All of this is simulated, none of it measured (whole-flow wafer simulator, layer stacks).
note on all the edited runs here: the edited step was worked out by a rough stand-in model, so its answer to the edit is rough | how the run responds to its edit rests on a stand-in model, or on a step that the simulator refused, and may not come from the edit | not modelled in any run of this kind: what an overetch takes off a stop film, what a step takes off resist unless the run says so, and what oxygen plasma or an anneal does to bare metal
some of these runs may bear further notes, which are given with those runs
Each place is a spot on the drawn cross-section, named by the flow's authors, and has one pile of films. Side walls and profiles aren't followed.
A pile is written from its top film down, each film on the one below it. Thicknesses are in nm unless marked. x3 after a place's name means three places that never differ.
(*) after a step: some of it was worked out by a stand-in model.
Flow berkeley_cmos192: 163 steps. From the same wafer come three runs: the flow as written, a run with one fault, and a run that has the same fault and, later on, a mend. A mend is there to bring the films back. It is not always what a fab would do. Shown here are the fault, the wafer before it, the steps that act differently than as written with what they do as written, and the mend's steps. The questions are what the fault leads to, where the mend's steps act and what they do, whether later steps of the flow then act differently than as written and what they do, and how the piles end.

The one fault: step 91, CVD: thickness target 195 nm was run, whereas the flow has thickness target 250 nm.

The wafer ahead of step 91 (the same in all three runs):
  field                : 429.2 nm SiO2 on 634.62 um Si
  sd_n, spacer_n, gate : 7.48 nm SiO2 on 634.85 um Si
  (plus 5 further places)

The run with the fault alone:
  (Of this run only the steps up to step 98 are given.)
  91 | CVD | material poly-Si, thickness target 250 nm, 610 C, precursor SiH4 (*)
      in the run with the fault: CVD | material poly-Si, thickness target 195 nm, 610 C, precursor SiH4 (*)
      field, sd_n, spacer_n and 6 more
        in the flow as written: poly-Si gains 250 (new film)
        in the run with the fault: poly-Si gains 195 (new film)
  Later steps of the flow up to step 98 that are run all act as written at every place that is followed, up to a difference of at most 2% or 0.5 nm, whichever is larger.
  The piles after step 98 differ from the flow's at field, sd_n, spacer_n and 6 more by more than 2% or 0.5 nm, whichever is larger.
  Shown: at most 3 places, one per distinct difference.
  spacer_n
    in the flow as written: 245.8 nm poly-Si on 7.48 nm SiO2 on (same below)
    in the run with the fault: 190.7 nm poly-Si on 7.48 nm SiO2 on (same below)
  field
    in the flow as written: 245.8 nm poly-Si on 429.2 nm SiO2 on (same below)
    in the run with the fault: 190.8 nm poly-Si on 429.2 nm SiO2 on (same below)
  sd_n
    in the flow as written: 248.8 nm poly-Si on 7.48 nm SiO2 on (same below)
    in the run with the fault: 193.8 nm poly-Si on 7.48 nm SiO2 on (same below)

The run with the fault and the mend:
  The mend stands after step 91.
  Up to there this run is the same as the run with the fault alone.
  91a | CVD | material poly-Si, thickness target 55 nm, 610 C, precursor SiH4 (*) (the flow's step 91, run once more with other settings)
      field, sd_n, spacer_n and 6 more
        poly-Si gains 55
  Later steps of the flow that are run all act as written at every place that is followed, up to a difference of at most 2% or 0.5 nm, whichever is larger.
  When the end is reached, the piles differ only a little from the flow's at the places that both follow, at most by 2% or 0.5 nm, whichever is larger.
